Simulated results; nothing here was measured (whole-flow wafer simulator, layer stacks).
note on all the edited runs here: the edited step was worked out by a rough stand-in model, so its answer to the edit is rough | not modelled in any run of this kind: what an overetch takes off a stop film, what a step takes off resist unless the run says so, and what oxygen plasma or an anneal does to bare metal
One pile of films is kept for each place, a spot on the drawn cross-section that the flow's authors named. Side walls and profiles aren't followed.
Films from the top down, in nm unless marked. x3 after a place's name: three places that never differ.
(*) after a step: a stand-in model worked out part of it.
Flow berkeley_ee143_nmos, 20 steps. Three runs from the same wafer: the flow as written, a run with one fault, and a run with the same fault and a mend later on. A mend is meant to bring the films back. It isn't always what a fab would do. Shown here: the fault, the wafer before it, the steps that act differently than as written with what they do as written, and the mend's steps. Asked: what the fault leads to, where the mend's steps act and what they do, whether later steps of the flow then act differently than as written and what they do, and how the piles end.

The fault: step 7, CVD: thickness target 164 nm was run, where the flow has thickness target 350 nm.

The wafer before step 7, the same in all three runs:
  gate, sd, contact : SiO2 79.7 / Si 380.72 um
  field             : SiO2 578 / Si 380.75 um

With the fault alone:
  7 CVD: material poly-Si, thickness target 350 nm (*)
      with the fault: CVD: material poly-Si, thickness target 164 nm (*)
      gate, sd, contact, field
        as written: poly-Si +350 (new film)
        with the fault: poly-Si +164 (new film)
  Later steps of the flow that act differently than as written:
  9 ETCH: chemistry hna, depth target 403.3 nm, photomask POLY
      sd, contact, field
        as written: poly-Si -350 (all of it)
        with the fault: poly-Si -164 (all of it)
  At the end the piles differ from the flow's by more than 2% or 0.5 nm, whichever is larger, at gate.
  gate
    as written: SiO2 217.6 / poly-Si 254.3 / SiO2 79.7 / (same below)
    with the fault: SiO2 217.6 / poly-Si 68.3 / SiO2 79.7 / (same below)

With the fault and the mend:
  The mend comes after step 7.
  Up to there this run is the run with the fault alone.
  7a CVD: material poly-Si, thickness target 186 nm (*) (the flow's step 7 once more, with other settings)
      gate, sd, contact, field
        poly-Si +186
  No later step of the flow acts differently than as written at any place that is followed.
  At the end the piles are the same as the flow's at every place that both follow.
